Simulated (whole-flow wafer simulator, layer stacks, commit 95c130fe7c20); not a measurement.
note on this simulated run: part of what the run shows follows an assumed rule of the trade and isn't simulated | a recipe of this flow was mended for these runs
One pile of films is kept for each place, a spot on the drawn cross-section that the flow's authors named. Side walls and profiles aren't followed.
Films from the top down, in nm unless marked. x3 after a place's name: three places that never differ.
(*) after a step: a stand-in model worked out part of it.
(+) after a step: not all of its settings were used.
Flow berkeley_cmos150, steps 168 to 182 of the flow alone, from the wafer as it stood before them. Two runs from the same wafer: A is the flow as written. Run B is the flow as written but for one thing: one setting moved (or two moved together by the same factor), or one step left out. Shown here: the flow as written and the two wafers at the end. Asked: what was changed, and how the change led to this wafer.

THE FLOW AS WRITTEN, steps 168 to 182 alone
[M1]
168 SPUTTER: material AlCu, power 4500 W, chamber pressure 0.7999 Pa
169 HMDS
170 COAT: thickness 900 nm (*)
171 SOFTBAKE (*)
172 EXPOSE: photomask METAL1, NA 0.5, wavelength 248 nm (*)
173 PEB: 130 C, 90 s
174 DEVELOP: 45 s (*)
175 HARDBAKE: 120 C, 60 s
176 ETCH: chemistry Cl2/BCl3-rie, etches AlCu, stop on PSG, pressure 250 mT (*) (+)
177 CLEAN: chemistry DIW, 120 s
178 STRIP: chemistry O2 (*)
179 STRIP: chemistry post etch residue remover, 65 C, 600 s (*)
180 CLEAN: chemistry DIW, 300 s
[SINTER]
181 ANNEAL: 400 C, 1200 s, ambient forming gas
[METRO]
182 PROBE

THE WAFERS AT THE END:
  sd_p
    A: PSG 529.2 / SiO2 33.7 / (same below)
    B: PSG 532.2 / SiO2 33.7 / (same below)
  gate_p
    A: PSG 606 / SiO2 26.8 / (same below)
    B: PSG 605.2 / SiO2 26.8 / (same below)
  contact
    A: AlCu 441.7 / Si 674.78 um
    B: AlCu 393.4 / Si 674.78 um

The cause: step 168, SPUTTER: chamber pressure 1.082 Pa was run, where the flow has chamber pressure 0.7999 Pa.

How the change led to this, step by step:
  168 SPUTTER: material AlCu, power 4500 W, chamber pressure 0.7999 Pa
      field, sd_n, gate_n, m1: A AlCu +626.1 (new film) | B AlCu +551.1 (new film)
      field_p: A AlCu +619.8 (new film) | B AlCu +545.2 (new film)
      (and at 3 more places)
  176 ETCH: chemistry Cl2/BCl3-rie, etches AlCu, stop on PSG, pressure 250 mT (*) (+)
      field, sd_n, gate_n: A AlCu -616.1 (all of it), PSG -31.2 | B AlCu -541.1 (all of it), PSG -31.2
      contact, m1: A thick-KrF-resist -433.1 | B thick-KrF-resist -395.6
      (and at 3 more places)
  178 STRIP: chemistry O2 (*)
      m1: A thick-KrF-resist -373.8 (all of it) | B thick-KrF-resist -412 (all of it)
